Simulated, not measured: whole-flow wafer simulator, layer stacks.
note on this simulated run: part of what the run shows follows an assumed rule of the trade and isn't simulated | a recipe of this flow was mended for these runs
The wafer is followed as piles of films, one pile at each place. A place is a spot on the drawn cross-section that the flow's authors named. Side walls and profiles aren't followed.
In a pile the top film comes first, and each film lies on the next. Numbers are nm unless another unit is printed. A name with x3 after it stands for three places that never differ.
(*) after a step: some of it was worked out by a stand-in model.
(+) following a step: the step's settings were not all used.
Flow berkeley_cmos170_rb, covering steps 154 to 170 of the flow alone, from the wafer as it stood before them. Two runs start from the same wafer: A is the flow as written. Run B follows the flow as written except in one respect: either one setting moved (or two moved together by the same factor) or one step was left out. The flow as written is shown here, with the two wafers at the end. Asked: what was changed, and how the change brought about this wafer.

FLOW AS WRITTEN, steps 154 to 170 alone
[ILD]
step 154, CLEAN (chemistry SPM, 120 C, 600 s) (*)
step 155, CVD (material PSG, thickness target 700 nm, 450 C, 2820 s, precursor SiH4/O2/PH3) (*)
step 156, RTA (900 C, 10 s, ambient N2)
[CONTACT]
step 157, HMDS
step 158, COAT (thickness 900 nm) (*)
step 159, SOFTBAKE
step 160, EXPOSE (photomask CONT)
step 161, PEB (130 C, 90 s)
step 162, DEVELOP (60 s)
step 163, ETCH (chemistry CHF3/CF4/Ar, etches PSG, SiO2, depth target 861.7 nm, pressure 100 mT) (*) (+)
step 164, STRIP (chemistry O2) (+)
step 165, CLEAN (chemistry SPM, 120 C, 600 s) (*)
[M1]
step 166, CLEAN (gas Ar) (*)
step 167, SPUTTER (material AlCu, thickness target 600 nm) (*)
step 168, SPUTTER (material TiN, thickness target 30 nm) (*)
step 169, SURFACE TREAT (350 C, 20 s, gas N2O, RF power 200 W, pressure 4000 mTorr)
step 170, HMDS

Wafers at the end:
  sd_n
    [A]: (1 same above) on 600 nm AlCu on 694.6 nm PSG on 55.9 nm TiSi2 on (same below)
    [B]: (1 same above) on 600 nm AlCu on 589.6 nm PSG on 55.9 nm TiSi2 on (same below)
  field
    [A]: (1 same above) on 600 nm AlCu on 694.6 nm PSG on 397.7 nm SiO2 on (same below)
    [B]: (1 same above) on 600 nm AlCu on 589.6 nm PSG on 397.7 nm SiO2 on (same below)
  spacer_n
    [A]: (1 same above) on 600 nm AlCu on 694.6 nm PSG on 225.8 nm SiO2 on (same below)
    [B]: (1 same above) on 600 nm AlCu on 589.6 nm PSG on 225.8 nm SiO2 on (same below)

Cause: step 155, CVD: thickness target 595 nm was run, while the flow as written has thickness target 700 nm; step 155, CVD: 2397 s was run, where the flow has 2820 s.

The path from the change to this, step by step:
  step 155, CVD (material PSG, thickness target 700 nm, 450 C, 2820 s, precursor SiH4/O2/PH3) (*)
      field, sd_n, spacer_n, gate, spacer_p, gate_p, contact, m1: A +700 PSG (new film) | B +595 PSG (new film)
      sd_p: A +664.1 PSG (new film) | B +566 PSG (new film)
  step 163, ETCH (chemistry CHF3/CF4/Ar, etches PSG, SiO2, depth target 861.7 nm, pressure 100 mT) (*) (+)
      contact: A -700 PSG (all of it), -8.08 TiSi2 | B -595 PSG (all of it), -13.3 TiSi2
  step 167, SPUTTER (material AlCu, thickness target 600 nm) (*)
      contact: A +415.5 AlCu (new film) | B +440.8 AlCu (new film)
  step 168, SPUTTER (material TiN, thickness target 30 nm) (*)
      contact: A +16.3 TiN (new film) | B +17.8 TiN (new film)
